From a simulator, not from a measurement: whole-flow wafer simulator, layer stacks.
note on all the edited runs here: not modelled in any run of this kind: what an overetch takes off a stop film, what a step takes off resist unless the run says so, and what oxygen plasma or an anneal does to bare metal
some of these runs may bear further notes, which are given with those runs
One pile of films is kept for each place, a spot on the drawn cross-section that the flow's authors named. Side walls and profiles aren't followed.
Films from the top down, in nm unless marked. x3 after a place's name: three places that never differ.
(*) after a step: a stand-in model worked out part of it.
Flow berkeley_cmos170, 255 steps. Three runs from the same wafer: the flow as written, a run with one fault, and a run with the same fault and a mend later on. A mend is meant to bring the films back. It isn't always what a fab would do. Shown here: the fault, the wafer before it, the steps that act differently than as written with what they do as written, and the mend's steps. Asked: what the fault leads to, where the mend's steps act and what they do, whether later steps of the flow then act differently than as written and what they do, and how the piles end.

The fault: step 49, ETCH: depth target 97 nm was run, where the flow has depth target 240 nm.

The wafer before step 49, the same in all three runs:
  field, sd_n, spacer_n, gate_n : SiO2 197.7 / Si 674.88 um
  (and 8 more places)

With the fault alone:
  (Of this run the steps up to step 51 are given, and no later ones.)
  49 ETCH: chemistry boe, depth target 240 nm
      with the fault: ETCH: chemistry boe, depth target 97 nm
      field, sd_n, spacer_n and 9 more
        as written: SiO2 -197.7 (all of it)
        with the fault: SiO2 -97
  Later steps of the flow that act differently than as written:
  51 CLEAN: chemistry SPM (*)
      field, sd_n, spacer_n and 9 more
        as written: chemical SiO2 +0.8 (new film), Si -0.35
        with the fault: nothing
  After step 51 the piles differ from the flow's by more than 2% or 0.5 nm, whichever is larger, at field, sd_n, spacer_n and 9 more.
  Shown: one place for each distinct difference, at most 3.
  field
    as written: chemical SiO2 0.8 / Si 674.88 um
    with the fault: SiO2 100.7 / Si 674.88 um

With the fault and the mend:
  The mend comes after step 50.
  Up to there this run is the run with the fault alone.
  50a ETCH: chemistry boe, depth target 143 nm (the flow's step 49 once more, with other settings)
      field, sd_n, spacer_n and 9 more
        SiO2 -100.7 (all of it)
  No later step of the flow acts differently than as written at any place that is followed.
  At the end the piles are the same as the flow's at every place that both follow.
